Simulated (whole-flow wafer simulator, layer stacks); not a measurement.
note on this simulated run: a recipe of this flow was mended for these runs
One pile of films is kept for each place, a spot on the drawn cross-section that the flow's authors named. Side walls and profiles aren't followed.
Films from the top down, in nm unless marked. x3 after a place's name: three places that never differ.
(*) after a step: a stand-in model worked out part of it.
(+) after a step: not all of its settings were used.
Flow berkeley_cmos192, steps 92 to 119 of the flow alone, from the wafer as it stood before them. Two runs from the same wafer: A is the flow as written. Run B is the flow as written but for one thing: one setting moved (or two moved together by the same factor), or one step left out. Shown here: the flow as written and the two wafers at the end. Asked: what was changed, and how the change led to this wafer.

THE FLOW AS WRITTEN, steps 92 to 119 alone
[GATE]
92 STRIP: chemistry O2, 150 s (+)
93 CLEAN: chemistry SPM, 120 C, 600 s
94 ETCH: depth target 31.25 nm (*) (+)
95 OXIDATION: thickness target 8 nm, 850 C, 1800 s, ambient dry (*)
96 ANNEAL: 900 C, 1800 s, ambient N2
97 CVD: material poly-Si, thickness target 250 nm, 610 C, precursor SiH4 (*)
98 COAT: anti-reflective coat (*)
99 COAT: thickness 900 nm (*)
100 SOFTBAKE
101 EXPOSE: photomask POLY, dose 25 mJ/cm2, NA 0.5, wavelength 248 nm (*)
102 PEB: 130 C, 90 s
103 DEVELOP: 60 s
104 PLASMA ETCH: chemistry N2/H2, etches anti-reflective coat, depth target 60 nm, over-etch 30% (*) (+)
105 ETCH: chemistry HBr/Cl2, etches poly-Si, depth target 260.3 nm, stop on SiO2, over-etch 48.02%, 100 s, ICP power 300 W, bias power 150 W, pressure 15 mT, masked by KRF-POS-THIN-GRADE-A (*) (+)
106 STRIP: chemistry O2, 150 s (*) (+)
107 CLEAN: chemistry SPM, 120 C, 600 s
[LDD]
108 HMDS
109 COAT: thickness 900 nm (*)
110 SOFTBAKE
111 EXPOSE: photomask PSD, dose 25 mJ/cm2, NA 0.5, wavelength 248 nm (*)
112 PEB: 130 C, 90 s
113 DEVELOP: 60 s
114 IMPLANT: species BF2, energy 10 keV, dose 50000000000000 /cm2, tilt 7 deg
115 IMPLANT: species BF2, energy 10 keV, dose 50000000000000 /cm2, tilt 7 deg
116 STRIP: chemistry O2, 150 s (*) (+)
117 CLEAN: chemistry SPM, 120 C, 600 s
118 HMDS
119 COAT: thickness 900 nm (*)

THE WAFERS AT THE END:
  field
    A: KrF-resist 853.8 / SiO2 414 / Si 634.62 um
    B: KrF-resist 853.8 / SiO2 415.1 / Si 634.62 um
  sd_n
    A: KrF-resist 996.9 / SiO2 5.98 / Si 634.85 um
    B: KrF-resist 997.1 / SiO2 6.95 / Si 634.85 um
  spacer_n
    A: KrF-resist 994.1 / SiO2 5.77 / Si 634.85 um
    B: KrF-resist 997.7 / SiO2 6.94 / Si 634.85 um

The cause: step 97, CVD: thickness target 280 nm was run, where the flow has thickness target 250 nm.

How the change led to this, step by step:
  97 CVD: material poly-Si, thickness target 250 nm, 610 C, precursor SiH4 (*)
      field, sd_n, spacer_n and 6 more: A poly-Si +250 (new film) | B poly-Si +280 (new film)
  105 ETCH: chemistry HBr/Cl2, etches poly-Si, depth target 260.3 nm, stop on SiO2, over-etch 48.02%, 100 s, ICP power 300 W, bias power 150 W, pressure 15 mT, masked by KRF-POS-THIN-GRADE-A (*) (+)
      spacer_n, spacer_p: A poly-Si -246.2 (all of it), SiO2 -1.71 | B poly-Si -276.1 (all of it), SiO2 -0.55
      field: A poly-Si -246.1 (all of it), SiO2 -1.71 | B poly-Si -276.1 (all of it), SiO2 -0.55
      (and at 4 more places)
  109 COAT: thickness 900 nm (*)
      gate: A KrF-resist +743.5 (new film) | B KrF-resist +718.7 (new film)
      gate_p: A KrF-resist +739.8 (new film) | B KrF-resist +715 (new film)
  113 DEVELOP: 60 s
      gate_p: A KrF-resist -738.2 (all of it) | B KrF-resist -713.5 (all of it)
  116 STRIP: chemistry O2, 150 s (*) (+)
      gate: A KrF-resist -727 (all of it), chemical SiO2 +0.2, poly-Si -0.09 | B KrF-resist -702.2 (all of it), chemical SiO2 +0.2, poly-Si -0.09
  119 COAT: thickness 900 nm (*)
      gate: A KrF-resist +743.4 (new film) | B KrF-resist +718.6 (new film)
      gate_p: A KrF-resist +739.7 (new film) | B KrF-resist +714.9 (new film)
